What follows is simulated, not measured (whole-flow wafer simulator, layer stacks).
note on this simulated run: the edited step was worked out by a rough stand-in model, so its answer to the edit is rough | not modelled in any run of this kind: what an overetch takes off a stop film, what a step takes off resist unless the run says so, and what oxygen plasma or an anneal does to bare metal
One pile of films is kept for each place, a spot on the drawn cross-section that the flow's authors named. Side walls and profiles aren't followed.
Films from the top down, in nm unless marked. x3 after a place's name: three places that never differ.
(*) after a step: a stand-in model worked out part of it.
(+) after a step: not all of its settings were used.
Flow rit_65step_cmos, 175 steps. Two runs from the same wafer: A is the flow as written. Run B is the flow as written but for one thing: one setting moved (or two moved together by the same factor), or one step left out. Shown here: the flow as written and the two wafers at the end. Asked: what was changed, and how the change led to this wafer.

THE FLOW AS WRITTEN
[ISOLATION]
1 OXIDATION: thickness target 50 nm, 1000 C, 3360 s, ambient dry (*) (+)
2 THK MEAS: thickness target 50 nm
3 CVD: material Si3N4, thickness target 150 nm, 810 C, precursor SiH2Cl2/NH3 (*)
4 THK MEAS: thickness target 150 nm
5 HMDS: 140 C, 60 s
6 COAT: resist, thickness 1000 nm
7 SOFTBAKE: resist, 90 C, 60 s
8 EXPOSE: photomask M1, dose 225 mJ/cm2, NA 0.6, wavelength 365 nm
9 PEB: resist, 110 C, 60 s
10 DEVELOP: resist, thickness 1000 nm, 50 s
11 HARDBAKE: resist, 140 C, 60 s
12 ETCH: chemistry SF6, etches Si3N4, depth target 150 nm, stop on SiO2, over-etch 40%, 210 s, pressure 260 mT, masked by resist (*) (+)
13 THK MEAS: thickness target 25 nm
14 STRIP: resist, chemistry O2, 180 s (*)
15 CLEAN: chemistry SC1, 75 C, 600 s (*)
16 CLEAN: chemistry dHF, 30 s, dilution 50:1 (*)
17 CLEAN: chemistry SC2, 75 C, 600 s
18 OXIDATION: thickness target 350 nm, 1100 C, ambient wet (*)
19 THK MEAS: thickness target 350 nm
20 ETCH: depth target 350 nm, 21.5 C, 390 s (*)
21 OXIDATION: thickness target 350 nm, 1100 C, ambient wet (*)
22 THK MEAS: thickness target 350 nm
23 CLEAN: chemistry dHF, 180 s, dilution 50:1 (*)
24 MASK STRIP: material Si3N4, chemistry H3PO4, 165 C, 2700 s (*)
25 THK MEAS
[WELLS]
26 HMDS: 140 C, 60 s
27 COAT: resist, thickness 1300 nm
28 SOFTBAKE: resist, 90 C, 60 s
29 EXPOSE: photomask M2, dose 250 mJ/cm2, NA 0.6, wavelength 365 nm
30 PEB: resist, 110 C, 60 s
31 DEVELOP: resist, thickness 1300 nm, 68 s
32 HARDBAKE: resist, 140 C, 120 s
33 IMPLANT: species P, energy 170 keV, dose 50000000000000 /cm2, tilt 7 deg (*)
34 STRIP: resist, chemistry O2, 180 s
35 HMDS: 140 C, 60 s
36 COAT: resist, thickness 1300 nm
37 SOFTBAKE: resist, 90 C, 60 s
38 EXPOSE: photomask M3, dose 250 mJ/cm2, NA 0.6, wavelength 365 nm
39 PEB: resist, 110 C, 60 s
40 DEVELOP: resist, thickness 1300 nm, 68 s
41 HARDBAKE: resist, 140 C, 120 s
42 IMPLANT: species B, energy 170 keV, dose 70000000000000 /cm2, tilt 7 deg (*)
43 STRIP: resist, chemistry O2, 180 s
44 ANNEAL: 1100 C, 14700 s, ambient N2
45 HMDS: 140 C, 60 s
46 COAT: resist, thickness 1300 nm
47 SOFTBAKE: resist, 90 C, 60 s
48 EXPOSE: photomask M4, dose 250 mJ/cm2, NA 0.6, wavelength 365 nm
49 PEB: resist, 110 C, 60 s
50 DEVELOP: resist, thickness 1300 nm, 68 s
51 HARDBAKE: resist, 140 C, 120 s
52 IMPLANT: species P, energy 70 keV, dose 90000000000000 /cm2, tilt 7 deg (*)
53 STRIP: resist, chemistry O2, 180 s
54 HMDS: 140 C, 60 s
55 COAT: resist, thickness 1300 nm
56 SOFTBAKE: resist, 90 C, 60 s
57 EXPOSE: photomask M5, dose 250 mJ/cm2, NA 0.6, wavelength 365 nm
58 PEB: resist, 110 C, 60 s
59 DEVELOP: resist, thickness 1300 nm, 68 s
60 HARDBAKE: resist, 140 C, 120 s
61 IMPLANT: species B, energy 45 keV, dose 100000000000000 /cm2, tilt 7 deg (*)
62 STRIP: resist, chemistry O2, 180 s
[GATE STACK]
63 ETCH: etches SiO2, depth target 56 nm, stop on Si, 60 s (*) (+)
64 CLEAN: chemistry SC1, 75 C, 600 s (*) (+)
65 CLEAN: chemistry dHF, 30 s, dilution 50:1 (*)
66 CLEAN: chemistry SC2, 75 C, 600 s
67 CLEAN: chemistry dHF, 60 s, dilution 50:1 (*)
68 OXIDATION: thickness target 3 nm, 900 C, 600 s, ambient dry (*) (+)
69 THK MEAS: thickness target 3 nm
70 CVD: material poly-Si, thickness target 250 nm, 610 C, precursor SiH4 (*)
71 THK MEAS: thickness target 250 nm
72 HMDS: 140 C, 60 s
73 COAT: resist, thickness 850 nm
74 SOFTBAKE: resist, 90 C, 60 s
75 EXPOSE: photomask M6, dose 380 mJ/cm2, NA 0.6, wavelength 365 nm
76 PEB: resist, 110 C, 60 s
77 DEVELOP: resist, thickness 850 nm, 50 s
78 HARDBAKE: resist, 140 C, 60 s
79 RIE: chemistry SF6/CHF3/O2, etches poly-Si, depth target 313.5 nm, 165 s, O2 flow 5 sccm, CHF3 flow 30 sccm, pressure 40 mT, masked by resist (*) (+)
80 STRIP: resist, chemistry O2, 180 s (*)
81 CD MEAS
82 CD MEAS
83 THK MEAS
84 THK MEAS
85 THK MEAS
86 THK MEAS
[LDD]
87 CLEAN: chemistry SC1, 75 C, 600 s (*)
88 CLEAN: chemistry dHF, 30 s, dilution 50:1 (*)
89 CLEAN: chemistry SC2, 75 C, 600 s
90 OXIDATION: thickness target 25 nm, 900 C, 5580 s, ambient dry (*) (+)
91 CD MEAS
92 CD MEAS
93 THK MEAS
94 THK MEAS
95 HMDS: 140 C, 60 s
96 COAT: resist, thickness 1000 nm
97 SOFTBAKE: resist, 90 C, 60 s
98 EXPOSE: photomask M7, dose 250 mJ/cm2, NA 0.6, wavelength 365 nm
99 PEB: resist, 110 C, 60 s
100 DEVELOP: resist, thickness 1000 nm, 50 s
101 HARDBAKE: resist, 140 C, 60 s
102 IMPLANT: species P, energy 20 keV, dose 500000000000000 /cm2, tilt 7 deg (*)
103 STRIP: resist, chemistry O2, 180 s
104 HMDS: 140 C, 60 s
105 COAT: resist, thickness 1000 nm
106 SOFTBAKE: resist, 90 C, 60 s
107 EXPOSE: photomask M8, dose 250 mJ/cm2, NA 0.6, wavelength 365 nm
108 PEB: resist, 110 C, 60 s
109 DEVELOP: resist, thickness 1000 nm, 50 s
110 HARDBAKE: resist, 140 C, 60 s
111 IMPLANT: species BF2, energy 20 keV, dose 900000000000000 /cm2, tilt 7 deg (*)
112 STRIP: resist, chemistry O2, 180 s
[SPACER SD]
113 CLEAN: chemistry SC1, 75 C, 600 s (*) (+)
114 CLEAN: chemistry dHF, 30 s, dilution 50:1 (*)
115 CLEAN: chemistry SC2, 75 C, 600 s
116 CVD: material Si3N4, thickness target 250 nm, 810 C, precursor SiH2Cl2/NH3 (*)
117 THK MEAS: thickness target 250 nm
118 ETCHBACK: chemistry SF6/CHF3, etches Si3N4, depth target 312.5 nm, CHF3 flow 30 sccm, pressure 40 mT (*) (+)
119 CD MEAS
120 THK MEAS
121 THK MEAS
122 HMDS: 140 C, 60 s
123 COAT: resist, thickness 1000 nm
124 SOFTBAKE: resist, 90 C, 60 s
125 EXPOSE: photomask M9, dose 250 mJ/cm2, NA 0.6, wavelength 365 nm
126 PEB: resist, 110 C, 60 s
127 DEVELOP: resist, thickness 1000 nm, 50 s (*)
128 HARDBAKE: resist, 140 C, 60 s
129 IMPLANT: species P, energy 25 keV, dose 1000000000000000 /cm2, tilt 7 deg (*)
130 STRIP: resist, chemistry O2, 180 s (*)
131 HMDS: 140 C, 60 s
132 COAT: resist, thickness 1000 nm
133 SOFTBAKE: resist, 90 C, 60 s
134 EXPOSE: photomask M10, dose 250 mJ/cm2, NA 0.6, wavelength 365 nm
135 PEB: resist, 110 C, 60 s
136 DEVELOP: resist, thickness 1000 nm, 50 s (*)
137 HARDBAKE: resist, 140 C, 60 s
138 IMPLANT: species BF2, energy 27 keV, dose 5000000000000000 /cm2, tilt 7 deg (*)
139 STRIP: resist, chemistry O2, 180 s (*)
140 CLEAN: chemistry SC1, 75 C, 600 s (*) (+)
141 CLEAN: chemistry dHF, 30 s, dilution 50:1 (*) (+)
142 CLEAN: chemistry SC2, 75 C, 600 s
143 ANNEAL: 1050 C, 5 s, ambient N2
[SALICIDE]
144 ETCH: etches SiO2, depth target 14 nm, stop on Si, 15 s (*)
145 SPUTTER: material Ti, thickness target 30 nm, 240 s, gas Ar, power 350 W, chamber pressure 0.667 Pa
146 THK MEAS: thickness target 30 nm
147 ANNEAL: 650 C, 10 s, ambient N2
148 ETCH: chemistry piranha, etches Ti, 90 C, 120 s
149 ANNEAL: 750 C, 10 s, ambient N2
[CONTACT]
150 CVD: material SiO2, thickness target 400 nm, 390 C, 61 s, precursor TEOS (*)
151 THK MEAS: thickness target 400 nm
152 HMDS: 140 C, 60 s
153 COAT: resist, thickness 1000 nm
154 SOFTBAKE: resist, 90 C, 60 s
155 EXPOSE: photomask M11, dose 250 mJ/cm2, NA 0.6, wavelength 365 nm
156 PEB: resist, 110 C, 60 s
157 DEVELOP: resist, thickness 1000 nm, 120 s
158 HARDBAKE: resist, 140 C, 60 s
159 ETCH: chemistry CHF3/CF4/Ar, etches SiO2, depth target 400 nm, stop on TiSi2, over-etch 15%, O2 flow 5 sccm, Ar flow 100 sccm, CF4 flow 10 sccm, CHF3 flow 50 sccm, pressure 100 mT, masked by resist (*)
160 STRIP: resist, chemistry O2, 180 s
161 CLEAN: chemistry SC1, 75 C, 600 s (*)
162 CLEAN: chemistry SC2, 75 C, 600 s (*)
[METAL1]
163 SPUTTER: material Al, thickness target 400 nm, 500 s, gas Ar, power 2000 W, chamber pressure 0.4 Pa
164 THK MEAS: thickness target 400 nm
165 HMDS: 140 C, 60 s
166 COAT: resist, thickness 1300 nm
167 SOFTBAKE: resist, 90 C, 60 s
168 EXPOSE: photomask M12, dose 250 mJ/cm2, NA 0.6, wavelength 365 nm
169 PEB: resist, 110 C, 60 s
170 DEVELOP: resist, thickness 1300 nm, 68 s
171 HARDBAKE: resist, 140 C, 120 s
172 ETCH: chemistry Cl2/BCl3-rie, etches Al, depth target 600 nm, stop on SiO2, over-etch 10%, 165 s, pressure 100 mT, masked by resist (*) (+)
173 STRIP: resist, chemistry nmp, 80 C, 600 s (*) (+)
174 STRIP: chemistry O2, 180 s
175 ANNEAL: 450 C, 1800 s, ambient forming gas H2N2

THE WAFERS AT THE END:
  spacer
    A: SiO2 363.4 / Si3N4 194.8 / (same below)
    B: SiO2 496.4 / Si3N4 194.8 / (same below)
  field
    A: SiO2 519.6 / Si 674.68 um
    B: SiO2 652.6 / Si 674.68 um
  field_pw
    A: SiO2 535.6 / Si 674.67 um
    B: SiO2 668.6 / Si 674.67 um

The cause: step 150, CVD: thickness target 533 nm was run, where the flow has thickness target 400 nm; step 150, CVD: 81 s was run, where the flow has 61 s.

How the change led to this, step by step:
  150 CVD: material SiO2, thickness target 400 nm, 390 C, 61 s, precursor TEOS (*)
      field, field_pw, field_nw, field_p: A SiO2 +400 | B SiO2 +533
      spacer, spacer_p: A SiO2 +400 (new film) | B SiO2 +533 (new film)
      (and at 2 more places)
